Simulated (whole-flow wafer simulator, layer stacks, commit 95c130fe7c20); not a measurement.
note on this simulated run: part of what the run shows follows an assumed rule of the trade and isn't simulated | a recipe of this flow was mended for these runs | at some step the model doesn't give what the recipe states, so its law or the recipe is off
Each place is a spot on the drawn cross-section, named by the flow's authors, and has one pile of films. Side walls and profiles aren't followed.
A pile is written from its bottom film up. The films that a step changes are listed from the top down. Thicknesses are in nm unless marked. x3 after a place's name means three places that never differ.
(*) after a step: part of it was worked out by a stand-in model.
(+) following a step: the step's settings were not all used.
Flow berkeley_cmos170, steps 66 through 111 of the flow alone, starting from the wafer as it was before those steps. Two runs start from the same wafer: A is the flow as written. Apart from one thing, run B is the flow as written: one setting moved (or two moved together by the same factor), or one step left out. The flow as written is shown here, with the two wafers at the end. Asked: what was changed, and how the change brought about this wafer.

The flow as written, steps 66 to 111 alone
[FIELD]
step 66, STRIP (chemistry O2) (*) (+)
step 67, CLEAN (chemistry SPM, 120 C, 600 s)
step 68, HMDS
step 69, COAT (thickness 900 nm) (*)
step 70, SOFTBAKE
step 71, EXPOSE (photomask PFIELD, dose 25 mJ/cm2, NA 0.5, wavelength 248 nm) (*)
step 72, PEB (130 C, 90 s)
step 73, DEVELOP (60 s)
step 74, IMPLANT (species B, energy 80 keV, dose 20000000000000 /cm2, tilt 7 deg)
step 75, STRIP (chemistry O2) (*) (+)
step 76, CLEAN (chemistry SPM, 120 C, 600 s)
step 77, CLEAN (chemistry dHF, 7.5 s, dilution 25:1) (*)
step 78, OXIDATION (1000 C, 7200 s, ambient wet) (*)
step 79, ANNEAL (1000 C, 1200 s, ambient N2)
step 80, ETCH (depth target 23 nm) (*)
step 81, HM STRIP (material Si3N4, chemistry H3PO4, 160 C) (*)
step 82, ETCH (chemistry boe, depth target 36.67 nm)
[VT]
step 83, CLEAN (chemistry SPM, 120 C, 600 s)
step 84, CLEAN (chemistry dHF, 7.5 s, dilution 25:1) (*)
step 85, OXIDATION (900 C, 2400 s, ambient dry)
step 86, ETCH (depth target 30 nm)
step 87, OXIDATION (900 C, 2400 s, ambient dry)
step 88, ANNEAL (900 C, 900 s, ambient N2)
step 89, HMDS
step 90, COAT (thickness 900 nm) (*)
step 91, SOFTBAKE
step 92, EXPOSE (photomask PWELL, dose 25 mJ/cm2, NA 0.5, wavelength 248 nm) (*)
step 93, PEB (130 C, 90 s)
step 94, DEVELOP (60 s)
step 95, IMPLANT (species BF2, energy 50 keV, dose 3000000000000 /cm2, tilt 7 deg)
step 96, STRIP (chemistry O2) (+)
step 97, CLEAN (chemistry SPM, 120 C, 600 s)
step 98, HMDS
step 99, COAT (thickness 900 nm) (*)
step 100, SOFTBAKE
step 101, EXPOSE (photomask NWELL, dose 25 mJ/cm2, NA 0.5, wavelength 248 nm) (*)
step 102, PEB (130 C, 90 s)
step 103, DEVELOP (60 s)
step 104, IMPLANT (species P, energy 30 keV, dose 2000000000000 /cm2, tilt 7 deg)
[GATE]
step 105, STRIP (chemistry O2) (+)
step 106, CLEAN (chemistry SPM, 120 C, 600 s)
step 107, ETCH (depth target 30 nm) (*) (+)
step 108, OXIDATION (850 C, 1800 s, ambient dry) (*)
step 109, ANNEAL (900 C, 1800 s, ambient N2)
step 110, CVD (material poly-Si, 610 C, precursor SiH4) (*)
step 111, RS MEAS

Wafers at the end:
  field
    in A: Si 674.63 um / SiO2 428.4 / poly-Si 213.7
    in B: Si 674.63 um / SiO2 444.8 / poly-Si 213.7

Cause: step 82, ETCH: depth target 20.17 nm was run, whereas the flow has depth target 36.67 nm.

The path from the change to this, step by step:
  step 82, ETCH (chemistry boe, depth target 36.67 nm)
      field: A SiO2 loses 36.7 | B SiO2 loses 20.2
